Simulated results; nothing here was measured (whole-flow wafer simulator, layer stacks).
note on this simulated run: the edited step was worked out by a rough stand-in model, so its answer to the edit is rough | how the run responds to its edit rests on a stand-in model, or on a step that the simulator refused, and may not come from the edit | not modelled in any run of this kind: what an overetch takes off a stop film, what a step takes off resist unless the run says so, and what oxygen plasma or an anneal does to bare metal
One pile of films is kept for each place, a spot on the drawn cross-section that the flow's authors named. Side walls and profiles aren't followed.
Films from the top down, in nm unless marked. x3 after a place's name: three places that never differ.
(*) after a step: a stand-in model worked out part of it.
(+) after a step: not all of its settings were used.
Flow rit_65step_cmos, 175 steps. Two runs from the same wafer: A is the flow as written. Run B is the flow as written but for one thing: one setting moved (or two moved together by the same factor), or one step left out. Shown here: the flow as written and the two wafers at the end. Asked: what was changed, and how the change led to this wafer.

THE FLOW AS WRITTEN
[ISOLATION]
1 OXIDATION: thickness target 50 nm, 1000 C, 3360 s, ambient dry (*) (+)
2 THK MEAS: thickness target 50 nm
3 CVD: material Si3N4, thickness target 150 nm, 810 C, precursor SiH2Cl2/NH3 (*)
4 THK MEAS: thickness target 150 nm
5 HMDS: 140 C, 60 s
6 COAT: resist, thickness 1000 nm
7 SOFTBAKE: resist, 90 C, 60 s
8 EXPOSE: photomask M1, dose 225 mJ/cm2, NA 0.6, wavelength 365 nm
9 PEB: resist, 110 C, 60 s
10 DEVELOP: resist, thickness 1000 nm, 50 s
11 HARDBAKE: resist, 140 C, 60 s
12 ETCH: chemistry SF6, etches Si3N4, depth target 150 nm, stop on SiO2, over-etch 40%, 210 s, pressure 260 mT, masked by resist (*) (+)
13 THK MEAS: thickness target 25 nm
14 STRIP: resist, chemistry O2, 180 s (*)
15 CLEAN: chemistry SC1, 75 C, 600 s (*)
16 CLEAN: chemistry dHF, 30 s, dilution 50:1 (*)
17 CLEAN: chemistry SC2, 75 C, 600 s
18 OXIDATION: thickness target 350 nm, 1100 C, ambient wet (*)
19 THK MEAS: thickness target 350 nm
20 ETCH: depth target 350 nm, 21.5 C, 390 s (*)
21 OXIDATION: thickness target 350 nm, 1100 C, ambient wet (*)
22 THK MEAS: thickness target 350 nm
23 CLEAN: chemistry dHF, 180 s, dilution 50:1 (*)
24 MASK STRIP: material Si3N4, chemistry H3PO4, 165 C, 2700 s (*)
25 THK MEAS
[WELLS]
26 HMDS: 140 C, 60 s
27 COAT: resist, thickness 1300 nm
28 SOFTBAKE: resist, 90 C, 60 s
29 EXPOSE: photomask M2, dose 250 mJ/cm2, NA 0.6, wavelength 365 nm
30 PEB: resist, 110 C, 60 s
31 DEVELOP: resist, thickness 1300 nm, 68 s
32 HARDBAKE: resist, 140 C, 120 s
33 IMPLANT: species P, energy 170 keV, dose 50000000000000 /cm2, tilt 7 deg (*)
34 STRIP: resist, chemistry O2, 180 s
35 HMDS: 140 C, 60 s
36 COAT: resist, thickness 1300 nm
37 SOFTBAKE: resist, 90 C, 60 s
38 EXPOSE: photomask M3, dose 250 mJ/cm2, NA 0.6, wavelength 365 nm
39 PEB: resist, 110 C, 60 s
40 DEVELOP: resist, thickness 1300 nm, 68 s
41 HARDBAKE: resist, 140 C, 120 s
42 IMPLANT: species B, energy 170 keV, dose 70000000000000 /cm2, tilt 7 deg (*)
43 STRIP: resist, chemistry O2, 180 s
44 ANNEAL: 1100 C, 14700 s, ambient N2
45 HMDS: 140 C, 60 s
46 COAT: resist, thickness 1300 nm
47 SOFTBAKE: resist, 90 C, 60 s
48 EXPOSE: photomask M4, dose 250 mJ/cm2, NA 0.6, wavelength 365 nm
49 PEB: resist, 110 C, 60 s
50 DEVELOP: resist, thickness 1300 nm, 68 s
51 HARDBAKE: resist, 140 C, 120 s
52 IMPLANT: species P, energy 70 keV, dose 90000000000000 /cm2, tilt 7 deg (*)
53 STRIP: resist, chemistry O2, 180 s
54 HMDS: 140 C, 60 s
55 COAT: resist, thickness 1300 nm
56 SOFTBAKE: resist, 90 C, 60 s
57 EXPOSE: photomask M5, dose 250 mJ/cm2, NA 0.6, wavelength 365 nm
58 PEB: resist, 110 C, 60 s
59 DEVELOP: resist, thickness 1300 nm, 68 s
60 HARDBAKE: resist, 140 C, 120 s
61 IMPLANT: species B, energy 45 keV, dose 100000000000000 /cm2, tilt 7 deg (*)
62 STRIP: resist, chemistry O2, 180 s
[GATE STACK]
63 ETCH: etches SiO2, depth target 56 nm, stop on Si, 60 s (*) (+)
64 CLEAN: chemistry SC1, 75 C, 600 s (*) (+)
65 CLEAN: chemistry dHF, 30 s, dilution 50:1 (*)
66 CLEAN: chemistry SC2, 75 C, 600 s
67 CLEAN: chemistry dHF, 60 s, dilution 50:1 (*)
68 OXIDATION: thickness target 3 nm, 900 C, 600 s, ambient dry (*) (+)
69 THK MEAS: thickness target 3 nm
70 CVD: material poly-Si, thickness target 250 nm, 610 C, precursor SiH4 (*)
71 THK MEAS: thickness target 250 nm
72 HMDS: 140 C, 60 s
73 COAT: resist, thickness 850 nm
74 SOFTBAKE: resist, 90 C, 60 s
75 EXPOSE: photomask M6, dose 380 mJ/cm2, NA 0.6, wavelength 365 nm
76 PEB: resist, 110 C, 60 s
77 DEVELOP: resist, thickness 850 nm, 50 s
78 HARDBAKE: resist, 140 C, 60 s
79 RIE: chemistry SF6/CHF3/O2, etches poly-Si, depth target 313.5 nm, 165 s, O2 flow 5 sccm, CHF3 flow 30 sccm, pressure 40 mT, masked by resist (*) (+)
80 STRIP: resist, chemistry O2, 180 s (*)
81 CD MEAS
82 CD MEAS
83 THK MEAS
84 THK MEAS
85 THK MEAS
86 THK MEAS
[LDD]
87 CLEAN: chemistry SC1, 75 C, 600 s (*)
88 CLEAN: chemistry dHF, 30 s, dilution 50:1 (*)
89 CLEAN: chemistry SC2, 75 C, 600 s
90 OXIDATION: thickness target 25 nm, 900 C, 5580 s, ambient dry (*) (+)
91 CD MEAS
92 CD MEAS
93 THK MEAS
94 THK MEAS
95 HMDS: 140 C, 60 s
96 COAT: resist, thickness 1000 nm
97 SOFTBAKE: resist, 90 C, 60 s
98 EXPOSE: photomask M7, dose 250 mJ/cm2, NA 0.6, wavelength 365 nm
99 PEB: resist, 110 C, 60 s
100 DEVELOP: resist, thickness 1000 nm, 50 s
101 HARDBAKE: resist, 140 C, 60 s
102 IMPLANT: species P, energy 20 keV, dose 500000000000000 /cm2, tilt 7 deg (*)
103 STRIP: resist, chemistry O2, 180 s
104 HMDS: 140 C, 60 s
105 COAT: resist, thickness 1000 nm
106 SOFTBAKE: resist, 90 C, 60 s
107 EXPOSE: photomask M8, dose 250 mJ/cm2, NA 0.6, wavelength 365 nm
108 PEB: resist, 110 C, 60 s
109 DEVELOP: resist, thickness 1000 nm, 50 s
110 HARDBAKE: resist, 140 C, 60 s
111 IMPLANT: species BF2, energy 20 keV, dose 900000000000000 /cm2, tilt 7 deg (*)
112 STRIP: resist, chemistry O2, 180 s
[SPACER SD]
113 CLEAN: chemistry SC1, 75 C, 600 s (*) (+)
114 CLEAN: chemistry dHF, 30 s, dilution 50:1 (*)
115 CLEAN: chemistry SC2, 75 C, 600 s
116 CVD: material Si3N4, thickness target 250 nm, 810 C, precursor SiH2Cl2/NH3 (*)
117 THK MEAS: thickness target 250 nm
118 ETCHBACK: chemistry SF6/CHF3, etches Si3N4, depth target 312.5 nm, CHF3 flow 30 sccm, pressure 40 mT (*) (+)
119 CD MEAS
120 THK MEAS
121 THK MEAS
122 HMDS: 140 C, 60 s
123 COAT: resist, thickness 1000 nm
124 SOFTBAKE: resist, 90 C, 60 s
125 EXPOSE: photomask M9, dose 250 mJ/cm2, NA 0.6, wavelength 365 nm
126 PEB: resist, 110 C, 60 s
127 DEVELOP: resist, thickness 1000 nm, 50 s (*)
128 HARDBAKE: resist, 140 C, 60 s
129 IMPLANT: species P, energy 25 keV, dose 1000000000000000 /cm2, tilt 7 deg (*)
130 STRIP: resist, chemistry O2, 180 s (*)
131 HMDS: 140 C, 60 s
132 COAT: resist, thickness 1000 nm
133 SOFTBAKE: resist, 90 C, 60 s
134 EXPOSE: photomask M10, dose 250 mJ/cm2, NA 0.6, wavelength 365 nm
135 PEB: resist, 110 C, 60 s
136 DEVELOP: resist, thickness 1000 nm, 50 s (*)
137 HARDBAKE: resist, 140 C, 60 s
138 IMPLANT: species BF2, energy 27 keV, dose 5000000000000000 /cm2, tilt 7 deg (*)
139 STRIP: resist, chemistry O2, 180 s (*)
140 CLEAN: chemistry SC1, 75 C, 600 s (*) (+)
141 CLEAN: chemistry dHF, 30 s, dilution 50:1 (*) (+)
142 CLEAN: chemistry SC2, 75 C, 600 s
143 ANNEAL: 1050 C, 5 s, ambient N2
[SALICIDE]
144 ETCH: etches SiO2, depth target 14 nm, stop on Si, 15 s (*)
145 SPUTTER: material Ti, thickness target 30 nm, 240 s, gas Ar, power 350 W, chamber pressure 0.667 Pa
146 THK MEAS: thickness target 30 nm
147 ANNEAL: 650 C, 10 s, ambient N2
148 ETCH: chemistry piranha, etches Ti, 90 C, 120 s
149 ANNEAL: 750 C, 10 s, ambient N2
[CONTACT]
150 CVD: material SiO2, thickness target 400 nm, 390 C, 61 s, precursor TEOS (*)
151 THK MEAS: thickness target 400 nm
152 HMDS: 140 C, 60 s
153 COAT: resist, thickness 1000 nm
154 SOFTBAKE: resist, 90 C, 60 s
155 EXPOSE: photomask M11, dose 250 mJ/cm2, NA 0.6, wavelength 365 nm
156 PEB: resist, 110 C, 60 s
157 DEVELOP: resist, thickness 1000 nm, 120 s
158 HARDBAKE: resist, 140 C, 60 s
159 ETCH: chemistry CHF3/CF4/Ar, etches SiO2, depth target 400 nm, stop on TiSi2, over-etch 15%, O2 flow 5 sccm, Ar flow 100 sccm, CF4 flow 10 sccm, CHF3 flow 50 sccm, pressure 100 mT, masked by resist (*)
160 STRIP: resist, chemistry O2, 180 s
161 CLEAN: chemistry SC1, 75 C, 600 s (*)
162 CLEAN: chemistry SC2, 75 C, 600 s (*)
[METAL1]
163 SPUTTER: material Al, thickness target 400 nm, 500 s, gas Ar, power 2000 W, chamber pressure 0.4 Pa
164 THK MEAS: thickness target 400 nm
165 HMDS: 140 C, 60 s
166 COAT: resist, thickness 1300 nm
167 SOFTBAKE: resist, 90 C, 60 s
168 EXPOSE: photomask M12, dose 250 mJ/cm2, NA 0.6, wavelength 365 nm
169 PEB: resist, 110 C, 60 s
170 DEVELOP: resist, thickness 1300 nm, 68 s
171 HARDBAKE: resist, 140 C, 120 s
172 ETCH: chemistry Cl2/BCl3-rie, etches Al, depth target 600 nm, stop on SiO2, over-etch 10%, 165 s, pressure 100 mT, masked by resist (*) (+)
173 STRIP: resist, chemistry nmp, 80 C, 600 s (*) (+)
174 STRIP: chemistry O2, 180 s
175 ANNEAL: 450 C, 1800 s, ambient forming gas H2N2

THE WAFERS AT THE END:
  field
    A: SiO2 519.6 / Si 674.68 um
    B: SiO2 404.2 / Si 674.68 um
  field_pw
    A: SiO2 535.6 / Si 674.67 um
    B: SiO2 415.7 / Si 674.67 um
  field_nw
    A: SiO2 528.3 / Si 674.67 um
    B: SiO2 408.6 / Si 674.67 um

The cause: step 116, CVD: thickness target 100 nm was run, where the flow has thickness target 250 nm.

How the change led to this, step by step:
  116 CVD: material Si3N4, thickness target 250 nm, 810 C, precursor SiH2Cl2/NH3 (*)
      field, field_pw, field_nw and 11 more: A Si3N4 +250 (new film) | B Si3N4 +100 (new film)
  118 ETCHBACK: chemistry SF6/CHF3, etches Si3N4, depth target 312.5 nm, CHF3 flow 30 sccm, pressure 40 mT (*) (+)
      field, field_pw, field_nw, field_p: A Si3N4 -250 (all of it), SiO2 -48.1 | B Si3N4 -100 (all of it), SiO2 -163.5
  123 COAT: resist, thickness 1000 nm
      field: A resist +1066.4 (new film) | B resist +1144 (new film)
      field_pw: A resist +1044.8 (new film) | B resist +1100.1 (new film)
      (and at 2 more places)
  126 PEB: resist, 110 C, 60 s
      field: A resist -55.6 | B resist -59.8
      field_pw: A resist -54.3 | B resist -57.4
      (and at 2 more places)
  127 DEVELOP: resist, thickness 1000 nm, 50 s (*)
      field: A resist -1010.9 (all of it) | B resist -1084.2 (all of it)
  128 HARDBAKE: resist, 140 C, 60 s
      field_pw: A resist -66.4 | B resist -70.6
      field_nw: A resist -67.1 | B resist -71
      (and at 1 more place)
  130 STRIP: resist, chemistry O2, 180 s (*)
      field_pw: A resist -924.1 (all of it) | B resist -972 (all of it)
      field_nw: A resist -928.7 (all of it) | B resist -977 (all of it)
      (and at 1 more place)
  132 COAT: resist, thickness 1000 nm
      field: A resist +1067 (new film) | B resist +1144.6 (new film)
      field_pw: A resist +1045.2 (new film) | B resist +1100.5 (new film)
      (and at 2 more places)
  135 PEB: resist, 110 C, 60 s
      field: A resist -55.6 | B resist -59.8
      field_pw: A resist -54.3 | B resist -57.4
      (and at 2 more places)
  136 DEVELOP: resist, thickness 1000 nm, 50 s (*)
      field_p: A resist -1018 (all of it) | B resist -1090.8 (all of it)
  137 HARDBAKE: resist, 140 C, 60 s
      field: A resist -68.3 | B resist -73.8
      field_pw: A resist -66.4 | B resist -70.7
      (and at 1 more place)
  139 STRIP: resist, chemistry O2, 180 s (*)
      field: A resist -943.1 (all of it) | B resist -1010.9 (all of it)
      field_pw: A resist -924.5 (all of it) | B resist -972.4 (all of it)
      (and at 1 more place)
  153 COAT: resist, thickness 1000 nm
      field: A resist +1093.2 (new film) | B resist +1179.3 (new film)
      field_pw: A resist +1057.8 (new film) | B resist +1117.6 (new film)
      (and at 2 more places)
  156 PEB: resist, 110 C, 60 s
      field: A resist -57 | B resist -61.7
      field_pw: A resist -55.1 | B resist -58.4
      (and at 2 more places)
  158 HARDBAKE: resist, 140 C, 60 s
      field: A resist -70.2 | B resist -76.3
      field_pw: A resist -67.6 | B resist -71.9
      (and at 2 more places)
  160 STRIP: resist, chemistry O2, 180 s
      field: A resist -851 (all of it) | B resist -926.2 (all of it)
      field_pw: A resist -820.1 (all of it) | B resist -872.3 (all of it)
      (and at 2 more places)
  ... 2 more steps ...
  170 DEVELOP: resist, thickness 1300 nm, 68 s
      field: A resist -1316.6 (all of it) | B resist -1401.7 (all of it)
      field_pw: A resist -1285.5 (all of it) | B resist -1346.8 (all of it)
      (and at 2 more places)
